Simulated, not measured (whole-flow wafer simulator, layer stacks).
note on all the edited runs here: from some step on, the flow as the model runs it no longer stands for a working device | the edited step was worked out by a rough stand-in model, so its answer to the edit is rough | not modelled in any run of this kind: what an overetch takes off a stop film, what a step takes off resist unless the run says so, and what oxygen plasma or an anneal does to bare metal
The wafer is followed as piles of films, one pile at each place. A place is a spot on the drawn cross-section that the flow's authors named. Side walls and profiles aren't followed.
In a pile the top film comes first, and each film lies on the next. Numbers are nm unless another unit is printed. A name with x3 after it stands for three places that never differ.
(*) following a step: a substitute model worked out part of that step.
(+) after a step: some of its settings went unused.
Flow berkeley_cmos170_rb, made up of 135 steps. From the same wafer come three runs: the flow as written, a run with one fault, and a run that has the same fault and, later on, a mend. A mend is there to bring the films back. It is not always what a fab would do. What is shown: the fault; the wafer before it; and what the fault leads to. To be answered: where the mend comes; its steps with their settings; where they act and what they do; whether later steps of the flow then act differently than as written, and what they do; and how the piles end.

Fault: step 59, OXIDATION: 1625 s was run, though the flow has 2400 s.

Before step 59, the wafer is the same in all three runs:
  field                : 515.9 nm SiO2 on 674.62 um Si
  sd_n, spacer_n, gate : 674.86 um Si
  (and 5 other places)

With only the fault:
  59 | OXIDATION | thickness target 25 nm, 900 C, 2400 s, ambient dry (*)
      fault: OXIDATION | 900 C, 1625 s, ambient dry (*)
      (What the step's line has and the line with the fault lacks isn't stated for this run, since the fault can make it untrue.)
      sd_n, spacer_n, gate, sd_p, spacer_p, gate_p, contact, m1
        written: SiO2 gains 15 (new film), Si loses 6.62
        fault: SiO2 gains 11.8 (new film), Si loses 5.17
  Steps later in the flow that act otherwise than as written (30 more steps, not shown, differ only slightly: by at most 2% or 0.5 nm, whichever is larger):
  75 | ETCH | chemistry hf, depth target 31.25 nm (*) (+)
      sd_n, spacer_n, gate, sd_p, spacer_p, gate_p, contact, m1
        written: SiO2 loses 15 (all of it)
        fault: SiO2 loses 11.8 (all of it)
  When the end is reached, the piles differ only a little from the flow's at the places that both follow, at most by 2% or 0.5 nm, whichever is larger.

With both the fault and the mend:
  The mend follows step 60.
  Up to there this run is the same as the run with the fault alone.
  60a | OXIDATION | 900 C, 764 s, ambient dry (*) (the flow's step 59 again, with other settings)
      sd_n, spacer_n, gate, sd_p, spacer_p, gate_p, contact, m1
        SiO2 gains 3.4, Si loses 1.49
      field
        SiO2 gains 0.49, Si loses 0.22
  Later steps of the flow that are run all act as written at every place that is followed, up to a difference of at most 2% or 0.5 nm, whichever is larger.
  When the end is reached, the piles differ only a little from the flow's at the places that both follow, at most by 2% or 0.5 nm, whichever is larger.
